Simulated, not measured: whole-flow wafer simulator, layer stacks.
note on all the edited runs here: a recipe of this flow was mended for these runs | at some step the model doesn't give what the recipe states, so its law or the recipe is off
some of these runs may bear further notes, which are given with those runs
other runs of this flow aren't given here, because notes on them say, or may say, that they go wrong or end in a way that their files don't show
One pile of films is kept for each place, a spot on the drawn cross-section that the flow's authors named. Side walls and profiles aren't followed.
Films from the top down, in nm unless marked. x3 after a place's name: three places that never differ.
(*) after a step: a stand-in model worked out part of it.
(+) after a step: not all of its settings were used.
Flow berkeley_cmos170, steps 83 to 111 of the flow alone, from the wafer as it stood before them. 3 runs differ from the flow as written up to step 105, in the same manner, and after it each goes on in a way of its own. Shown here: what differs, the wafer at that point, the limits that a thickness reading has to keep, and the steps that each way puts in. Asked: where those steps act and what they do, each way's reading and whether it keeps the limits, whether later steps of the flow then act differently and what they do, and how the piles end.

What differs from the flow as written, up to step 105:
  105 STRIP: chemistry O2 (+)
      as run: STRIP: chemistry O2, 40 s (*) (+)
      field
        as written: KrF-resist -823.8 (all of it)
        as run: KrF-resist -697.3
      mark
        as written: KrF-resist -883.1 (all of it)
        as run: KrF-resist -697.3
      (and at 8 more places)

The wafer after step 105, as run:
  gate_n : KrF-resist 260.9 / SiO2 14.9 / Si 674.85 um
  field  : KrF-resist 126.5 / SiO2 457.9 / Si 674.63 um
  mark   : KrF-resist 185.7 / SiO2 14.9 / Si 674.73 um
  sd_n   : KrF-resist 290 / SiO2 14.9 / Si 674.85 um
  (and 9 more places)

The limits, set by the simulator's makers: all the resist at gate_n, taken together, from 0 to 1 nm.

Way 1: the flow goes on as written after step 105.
  The reading after step 105: 260.9 nm, outside the limits.
  Later steps of the flow that act differently than as written:
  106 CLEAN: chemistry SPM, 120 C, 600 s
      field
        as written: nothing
        this way: KrF-resist -126.5 (all of it)
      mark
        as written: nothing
        this way: KrF-resist -185.7 (all of it)
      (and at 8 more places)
  At the end the piles are the same as the flow's at every place that both follow.

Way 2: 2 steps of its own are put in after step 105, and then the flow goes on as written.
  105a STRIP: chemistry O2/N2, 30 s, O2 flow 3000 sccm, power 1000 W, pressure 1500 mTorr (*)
      field
        KrF-resist -126.5 (all of it)
      mark
        KrF-resist -185.7 (all of it)
      sd_n
        KrF-resist -290 (all of it)
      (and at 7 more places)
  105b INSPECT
      changes no film at any place that is followed
  The reading after step 105b: 0 nm, within the limits.
  No later step of the flow acts differently than as written at any place that is followed.
  At the end the piles are the same as the flow's at every place that both follow.

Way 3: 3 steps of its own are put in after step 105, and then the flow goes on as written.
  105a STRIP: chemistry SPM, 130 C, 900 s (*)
      field
        KrF-resist -126.5 (all of it)
      mark
        KrF-resist -185.7 (all of it)
      sd_n
        KrF-resist -290 (all of it)
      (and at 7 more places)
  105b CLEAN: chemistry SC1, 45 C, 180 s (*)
      field
        SiO2 -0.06
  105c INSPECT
      changes no film at any place that is followed
  The reading after step 105c: 0 nm, within the limits.
  No later step of the flow acts differently than as written at any place that is followed.
  At the end the piles are the same as the flow's at every place that both follow.

Within the limits: way 2, way 3. Outside them: way 1.
